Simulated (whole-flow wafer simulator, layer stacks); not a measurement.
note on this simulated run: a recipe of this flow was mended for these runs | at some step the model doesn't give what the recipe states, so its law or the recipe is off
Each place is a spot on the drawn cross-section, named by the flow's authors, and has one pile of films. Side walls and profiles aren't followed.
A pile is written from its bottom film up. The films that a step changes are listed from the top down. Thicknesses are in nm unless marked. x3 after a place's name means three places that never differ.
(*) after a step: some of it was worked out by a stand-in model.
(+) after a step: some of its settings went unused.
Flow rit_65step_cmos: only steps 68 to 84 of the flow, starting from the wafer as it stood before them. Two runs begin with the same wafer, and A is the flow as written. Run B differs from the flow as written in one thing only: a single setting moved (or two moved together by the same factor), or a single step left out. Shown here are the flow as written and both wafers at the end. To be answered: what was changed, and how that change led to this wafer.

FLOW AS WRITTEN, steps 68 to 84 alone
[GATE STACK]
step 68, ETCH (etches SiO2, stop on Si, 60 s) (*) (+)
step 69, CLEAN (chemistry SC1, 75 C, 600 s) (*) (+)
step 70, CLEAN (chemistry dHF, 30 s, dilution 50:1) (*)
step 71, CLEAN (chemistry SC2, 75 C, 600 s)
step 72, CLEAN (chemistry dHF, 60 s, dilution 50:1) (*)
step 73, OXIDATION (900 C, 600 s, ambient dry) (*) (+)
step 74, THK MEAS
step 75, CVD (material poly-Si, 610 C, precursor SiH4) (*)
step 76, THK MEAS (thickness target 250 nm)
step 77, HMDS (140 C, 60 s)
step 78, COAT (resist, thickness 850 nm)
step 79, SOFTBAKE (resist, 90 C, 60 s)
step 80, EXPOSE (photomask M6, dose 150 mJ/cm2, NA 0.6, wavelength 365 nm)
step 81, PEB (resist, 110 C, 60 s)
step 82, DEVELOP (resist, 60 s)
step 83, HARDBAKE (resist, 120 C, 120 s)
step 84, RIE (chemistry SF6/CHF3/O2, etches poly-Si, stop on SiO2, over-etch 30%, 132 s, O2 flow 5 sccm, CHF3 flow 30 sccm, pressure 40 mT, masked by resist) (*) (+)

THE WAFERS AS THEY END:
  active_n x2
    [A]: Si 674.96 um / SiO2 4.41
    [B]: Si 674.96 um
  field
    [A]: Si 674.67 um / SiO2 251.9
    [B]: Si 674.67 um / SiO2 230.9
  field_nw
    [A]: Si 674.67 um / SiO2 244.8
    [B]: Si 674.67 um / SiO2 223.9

The reason: step 75, CVD: 578 C was run, whereas the flow has 610 C.

Step by step, how the change led to this:
  step 75, CVD (material poly-Si, 610 C, precursor SiH4) (*)
      field, field_pw, field_nw and 11 more: A +250 poly-Si (new film) | B +128.6 poly-Si (new film)
  step 84, RIE (chemistry SF6/CHF3/O2, etches poly-Si, stop on SiO2, over-etch 30%, 132 s, O2 flow 5 sccm, CHF3 flow 30 sccm, pressure 40 mT, masked by resist) (*) (+)
      active_n x2, spacer, spacer_p, sd_n, sd_p, contact, m1: A -250 poly-Si (all of it), -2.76 SiO2 | B -128.6 poly-Si (all of it), -7.17 SiO2 (all of it)
      field, field_pw, field_nw, field_p: A -250 poly-Si (all of it), -2.76 SiO2 | B -128.6 poly-Si (all of it), -23.7 SiO2
